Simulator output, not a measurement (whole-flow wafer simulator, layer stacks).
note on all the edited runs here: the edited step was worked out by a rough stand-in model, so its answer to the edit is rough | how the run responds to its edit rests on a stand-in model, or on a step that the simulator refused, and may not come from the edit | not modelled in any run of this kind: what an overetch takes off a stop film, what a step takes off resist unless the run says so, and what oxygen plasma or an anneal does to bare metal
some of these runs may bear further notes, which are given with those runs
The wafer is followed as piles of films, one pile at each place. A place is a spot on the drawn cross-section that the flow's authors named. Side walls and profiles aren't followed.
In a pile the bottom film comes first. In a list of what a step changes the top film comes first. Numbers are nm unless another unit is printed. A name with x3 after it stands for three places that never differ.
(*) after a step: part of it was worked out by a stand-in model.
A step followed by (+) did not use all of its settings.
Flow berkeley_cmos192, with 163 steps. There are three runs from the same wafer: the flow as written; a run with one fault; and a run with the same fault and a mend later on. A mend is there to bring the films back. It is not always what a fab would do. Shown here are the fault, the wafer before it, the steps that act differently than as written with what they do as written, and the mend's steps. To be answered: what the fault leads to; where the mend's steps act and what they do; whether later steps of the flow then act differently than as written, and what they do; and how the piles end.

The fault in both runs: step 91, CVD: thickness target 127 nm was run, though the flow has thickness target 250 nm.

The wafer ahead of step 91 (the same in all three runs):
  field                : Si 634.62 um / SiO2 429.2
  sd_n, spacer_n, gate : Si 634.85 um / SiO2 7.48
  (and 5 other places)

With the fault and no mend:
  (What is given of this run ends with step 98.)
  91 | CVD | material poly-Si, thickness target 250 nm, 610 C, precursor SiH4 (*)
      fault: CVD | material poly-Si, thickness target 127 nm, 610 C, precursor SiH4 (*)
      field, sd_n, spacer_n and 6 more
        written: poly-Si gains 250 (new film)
        fault: poly-Si gains 127 (new film)
  Steps later in the flow that act otherwise than as written (3 other steps are not shown; they differ only slightly, by no more than 2% or 0.5 nm, whichever is larger):
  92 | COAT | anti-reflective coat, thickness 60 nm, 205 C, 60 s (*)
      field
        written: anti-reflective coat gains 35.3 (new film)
        fault: anti-reflective coat gains 33.9 (new film)
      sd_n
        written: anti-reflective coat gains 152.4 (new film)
        fault: anti-reflective coat gains 147.5 (new film)
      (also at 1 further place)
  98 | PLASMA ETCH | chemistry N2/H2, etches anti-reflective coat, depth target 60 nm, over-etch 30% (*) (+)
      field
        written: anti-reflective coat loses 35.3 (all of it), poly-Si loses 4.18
        fault: anti-reflective coat loses 33.9 (all of it), poly-Si loses 4.05
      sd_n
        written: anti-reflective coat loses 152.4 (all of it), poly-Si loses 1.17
        fault: anti-reflective coat loses 147.5 (all of it), poly-Si loses 1.13
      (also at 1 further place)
  The piles after step 98 differ from the flow's at field, sd_n, spacer_n and 6 more by more than 2% or 0.5 nm, whichever is larger.
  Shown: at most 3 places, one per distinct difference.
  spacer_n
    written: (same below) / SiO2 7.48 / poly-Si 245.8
    fault: (same below) / SiO2 7.48 / poly-Si 122.9
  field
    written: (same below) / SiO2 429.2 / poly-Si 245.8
    fault: (same below) / SiO2 429.2 / poly-Si 123
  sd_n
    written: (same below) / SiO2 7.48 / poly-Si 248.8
    fault: (same below) / SiO2 7.48 / poly-Si 125.9

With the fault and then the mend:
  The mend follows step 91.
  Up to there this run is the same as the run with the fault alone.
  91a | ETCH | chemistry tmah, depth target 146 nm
      field, sd_n, spacer_n and 6 more
        poly-Si loses 127 (all of it)
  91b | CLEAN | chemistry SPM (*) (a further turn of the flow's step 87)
      alters no film at any place that is followed
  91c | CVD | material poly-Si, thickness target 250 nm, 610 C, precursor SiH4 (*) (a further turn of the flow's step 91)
      field, sd_n, spacer_n and 6 more
        poly-Si gains 250 (new film)
  Later steps of the flow that are run all act as written at every place that is followed, up to a difference of at most 2% or 0.5 nm, whichever is larger.
  At every place that both follow, the piles at the end match the flow's.
